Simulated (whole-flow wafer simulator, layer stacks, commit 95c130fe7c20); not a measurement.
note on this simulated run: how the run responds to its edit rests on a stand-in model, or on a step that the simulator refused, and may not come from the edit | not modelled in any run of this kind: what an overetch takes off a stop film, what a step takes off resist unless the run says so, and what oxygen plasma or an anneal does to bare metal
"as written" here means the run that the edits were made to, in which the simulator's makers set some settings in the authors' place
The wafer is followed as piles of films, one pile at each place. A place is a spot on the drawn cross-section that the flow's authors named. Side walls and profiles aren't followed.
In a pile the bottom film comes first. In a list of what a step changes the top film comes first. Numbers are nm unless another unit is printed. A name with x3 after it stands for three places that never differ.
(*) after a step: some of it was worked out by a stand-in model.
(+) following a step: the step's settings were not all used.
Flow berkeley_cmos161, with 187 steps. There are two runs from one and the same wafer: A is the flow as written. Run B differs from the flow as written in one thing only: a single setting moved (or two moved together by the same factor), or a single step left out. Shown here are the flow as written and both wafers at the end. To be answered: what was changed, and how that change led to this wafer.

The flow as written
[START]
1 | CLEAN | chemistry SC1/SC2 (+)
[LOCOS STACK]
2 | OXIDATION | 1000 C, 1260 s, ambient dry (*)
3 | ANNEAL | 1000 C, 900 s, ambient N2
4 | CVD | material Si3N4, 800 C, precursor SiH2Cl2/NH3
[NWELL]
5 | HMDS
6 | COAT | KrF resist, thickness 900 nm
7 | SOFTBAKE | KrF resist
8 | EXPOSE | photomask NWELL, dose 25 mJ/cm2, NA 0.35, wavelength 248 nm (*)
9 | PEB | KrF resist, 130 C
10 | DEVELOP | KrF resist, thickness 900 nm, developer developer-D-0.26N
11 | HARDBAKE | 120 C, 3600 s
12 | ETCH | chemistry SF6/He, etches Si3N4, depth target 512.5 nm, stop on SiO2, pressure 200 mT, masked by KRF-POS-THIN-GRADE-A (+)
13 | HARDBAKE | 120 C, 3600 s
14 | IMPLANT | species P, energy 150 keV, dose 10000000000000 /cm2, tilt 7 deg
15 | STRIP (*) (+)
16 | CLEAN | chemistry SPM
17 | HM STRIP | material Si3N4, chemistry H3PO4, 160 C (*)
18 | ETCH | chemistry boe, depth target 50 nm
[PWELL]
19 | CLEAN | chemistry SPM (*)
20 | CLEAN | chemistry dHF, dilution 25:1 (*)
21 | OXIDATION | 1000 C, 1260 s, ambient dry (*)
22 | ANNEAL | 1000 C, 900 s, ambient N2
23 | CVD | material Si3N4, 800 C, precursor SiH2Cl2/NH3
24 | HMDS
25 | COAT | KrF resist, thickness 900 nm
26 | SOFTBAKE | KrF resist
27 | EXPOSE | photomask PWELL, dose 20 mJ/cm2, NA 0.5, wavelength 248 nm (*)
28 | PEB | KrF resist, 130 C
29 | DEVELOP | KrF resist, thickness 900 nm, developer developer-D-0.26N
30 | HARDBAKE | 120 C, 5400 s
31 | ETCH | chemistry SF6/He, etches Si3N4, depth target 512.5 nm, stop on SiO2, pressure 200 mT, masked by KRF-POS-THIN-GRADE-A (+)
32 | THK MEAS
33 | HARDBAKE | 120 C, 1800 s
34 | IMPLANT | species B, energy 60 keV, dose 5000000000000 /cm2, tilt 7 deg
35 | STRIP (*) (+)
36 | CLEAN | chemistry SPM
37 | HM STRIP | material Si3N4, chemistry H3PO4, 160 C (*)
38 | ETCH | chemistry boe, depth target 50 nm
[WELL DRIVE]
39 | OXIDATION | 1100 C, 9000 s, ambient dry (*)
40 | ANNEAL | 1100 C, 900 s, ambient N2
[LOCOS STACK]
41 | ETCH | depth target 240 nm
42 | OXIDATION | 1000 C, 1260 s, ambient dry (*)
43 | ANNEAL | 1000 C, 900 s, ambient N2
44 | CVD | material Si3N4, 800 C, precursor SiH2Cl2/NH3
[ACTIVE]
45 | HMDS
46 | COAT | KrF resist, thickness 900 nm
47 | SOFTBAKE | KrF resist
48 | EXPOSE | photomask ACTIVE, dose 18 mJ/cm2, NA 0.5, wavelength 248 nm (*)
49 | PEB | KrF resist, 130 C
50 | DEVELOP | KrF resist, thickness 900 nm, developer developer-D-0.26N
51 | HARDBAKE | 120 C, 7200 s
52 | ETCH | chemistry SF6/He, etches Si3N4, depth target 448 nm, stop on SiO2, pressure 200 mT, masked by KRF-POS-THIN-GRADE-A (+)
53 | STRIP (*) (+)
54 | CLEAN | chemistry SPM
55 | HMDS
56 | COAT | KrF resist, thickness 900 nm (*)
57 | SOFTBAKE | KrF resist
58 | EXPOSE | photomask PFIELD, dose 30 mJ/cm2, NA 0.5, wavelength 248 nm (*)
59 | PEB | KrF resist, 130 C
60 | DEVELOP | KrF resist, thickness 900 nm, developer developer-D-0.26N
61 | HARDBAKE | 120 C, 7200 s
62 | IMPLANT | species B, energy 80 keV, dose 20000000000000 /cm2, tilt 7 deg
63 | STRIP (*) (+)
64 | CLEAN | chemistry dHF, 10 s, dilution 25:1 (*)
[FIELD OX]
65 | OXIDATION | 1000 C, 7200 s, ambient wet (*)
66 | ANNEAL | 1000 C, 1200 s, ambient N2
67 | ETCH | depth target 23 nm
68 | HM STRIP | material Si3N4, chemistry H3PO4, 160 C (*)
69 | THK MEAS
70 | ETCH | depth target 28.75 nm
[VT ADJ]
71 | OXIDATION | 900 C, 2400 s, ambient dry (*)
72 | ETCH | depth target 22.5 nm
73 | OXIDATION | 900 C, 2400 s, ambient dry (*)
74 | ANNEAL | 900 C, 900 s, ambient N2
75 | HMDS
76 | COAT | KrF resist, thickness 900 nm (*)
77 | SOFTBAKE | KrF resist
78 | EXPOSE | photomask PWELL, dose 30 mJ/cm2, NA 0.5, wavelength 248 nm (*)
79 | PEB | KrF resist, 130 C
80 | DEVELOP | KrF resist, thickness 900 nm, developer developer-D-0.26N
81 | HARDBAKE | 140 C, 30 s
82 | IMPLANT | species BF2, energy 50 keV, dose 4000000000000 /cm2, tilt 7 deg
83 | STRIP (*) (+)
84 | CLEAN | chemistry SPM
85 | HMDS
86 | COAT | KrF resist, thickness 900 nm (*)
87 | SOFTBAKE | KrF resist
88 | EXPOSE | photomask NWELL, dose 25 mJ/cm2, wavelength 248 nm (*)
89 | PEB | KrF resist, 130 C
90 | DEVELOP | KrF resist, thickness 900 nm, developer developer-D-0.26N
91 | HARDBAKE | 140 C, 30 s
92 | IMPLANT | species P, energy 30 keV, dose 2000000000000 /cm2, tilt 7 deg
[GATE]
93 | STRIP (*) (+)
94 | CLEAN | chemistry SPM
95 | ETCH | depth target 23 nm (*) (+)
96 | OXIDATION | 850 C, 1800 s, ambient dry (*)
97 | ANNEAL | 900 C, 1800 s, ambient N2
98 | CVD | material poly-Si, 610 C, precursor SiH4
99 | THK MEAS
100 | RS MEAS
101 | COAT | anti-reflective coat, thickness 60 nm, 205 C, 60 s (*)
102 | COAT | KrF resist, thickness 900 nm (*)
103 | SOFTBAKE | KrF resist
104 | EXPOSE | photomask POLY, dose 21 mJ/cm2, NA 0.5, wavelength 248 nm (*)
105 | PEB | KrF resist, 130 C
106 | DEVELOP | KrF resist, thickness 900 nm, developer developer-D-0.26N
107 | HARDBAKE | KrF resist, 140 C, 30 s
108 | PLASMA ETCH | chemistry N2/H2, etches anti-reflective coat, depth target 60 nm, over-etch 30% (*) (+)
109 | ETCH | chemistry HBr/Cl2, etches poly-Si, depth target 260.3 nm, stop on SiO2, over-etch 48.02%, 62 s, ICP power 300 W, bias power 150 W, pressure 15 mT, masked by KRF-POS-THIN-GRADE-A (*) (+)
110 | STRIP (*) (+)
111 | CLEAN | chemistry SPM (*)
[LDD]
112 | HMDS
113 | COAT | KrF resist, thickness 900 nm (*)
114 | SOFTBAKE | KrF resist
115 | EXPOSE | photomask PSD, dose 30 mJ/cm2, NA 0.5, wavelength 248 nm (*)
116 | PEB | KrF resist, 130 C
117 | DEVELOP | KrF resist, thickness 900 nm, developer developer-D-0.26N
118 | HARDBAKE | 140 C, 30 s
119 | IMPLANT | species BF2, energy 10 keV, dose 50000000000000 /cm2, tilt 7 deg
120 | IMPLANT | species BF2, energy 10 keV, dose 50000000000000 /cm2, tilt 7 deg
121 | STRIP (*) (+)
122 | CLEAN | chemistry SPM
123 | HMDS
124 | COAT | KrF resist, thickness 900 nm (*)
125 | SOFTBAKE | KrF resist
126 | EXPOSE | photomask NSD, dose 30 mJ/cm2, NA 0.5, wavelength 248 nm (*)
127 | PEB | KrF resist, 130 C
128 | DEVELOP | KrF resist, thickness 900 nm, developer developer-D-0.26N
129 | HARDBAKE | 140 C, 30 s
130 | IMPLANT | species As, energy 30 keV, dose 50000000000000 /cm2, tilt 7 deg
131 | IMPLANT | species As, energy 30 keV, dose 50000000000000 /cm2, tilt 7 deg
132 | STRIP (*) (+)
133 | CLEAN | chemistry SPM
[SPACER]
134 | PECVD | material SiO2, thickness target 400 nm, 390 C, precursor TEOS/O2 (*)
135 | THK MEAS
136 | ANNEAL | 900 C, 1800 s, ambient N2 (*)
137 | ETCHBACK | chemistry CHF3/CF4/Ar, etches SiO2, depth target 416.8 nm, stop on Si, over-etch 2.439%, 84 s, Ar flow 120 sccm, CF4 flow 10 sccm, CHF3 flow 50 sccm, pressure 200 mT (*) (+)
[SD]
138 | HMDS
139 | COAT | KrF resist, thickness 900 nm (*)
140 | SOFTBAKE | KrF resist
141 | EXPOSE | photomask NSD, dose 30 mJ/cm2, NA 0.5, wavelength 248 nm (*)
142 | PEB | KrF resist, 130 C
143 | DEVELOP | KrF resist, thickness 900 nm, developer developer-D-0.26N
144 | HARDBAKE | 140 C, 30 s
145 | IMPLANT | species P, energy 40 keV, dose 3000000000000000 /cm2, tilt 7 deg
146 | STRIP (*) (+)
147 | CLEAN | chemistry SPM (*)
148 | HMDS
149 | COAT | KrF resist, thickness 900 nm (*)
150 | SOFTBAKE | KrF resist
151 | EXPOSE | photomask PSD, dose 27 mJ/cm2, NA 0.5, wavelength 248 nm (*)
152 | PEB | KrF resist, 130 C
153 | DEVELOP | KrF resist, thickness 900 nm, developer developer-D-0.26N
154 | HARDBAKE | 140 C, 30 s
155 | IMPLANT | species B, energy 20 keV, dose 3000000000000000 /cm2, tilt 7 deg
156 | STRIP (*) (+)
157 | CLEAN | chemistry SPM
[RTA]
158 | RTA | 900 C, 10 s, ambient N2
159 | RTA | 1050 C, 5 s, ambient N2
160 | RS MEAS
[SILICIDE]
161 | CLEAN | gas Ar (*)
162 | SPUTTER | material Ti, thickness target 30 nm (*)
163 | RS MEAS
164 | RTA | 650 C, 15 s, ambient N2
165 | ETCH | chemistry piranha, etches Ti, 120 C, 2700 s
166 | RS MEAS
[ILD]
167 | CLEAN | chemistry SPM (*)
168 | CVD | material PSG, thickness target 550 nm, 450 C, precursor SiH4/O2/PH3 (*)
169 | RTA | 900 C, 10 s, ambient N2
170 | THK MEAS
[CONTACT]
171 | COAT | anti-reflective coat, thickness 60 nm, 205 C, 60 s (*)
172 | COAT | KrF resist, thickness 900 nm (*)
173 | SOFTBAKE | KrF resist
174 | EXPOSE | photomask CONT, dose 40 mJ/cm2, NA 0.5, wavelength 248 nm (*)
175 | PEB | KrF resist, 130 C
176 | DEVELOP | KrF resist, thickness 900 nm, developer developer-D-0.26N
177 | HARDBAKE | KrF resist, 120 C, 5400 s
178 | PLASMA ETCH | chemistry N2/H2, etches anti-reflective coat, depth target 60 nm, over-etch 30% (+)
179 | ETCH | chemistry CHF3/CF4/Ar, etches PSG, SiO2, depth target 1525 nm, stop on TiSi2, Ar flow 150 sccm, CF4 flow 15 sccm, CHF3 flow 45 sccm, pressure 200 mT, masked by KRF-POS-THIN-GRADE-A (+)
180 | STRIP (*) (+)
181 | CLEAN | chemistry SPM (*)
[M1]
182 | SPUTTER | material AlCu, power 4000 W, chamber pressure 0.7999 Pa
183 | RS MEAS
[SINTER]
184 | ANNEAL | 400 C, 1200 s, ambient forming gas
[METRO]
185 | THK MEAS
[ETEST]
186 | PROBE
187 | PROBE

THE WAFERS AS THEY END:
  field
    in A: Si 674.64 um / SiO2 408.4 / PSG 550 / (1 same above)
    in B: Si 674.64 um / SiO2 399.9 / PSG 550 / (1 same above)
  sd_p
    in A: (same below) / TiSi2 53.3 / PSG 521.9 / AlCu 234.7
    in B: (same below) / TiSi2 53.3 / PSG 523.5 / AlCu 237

The reason: step 70, ETCH: depth target 37.38 nm was run, though the flow has depth target 28.75 nm.

The path from the change to this, step by step:
  70 | ETCH | depth target 28.75 nm
      field: A -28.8 SiO2 | B -37.4 SiO2
  101 | COAT | anti-reflective coat, thickness 60 nm, 205 C, 60 s (*)
      sd_n: A +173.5 anti-reflective coat (new film) | B +167.4 anti-reflective coat (new film)
      spacer_n: A +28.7 anti-reflective coat (new film) | B +30.4 anti-reflective coat (new film)
      (as well as at 3 more places)
  108 | PLASMA ETCH | chemistry N2/H2, etches anti-reflective coat, depth target 60 nm, over-etch 30% (*) (+)
      sd_n: A -173.5 anti-reflective coat (all of it), -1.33 poly-Si | B -167.4 anti-reflective coat (all of it), -1.29 poly-Si
      spacer_n: A -28.7 anti-reflective coat (all of it), -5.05 poly-Si | B -30.4 anti-reflective coat (all of it), -4.8 poly-Si
      (as well as at 1 more place)
  110 | STRIP (*) (+)
      gate_n: A +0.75 chemical SiO2 (new film), -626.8 KrF resist (all of it), -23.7 anti-reflective coat (all of it), -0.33 poly-Si | B +0.75 chemical SiO2 (new film), -621.3 KrF resist (all of it), -25.4 anti-reflective coat (all of it), -0.33 poly-Si
      gate_p: A +0.75 chemical SiO2 (new film), -598.2 KrF resist (all of it), -27.9 anti-reflective coat (all of it), -0.33 poly-Si | B +0.75 chemical SiO2 (new film), -594.8 KrF resist (all of it), -28.9 anti-reflective coat (all of it), -0.33 poly-Si
  171 | COAT | anti-reflective coat, thickness 60 nm, 205 C, 60 s (*)
      sd_n: A +149.7 anti-reflective coat (new film) | B +142.7 anti-reflective coat (new film)
      m1: A +97.8 anti-reflective coat (new film) | B +95.7 anti-reflective coat (new film)
  180 | STRIP (*) (+)
      sd_n: A -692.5 KrF resist (all of it), -149.7 anti-reflective coat (all of it) | B -693.6 KrF resist (all of it), -142.7 anti-reflective coat (all of it)
      m1: A -739.9 KrF resist (all of it), -97.8 anti-reflective coat (all of it) | B -736.6 KrF resist (all of it), -95.7 anti-reflective coat (all of it)
